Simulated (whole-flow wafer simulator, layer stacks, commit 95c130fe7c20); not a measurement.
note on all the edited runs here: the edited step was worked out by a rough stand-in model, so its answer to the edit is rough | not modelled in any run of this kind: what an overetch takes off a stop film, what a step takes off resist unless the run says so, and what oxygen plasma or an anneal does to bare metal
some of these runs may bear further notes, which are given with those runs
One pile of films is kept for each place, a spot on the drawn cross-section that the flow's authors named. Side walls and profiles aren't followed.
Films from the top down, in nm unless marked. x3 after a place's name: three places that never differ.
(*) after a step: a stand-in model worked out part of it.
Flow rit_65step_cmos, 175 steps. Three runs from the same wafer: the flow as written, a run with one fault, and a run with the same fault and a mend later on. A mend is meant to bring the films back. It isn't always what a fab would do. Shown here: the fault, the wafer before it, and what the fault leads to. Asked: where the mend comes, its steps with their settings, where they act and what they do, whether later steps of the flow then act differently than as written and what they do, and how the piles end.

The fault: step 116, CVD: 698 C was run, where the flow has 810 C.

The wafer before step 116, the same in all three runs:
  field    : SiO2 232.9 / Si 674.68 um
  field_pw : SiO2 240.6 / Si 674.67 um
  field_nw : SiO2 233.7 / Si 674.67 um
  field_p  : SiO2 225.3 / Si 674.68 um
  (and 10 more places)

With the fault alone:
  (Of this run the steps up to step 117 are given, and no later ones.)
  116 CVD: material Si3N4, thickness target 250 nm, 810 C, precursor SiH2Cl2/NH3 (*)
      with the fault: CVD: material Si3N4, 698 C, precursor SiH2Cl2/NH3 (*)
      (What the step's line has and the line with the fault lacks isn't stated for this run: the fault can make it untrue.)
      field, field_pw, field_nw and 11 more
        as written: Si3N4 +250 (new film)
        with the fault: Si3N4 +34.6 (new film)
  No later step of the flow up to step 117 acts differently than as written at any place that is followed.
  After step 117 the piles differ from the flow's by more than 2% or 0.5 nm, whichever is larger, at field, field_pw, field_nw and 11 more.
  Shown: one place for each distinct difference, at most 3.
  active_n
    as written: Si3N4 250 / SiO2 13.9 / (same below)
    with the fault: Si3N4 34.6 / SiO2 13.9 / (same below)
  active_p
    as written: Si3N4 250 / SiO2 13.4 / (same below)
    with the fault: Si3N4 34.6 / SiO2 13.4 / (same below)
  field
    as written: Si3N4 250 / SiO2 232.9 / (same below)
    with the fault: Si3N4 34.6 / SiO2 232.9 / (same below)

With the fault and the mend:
  The mend comes after step 117.
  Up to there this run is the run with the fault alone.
  117a CVD: material Si3N4, thickness target 215 nm, 810 C, precursor SiH2Cl2/NH3 (*) (the flow's step 116 once more, with other settings)
      field, field_pw, field_nw and 11 more
        Si3N4 +215
  No later step of the flow acts differently than as written, at any place that is followed, by more than 2% or 0.5 nm, whichever is larger.
  At the end the piles differ from the flow's only slightly at the places that both follow, by at most 2% or 0.5 nm, whichever is larger.
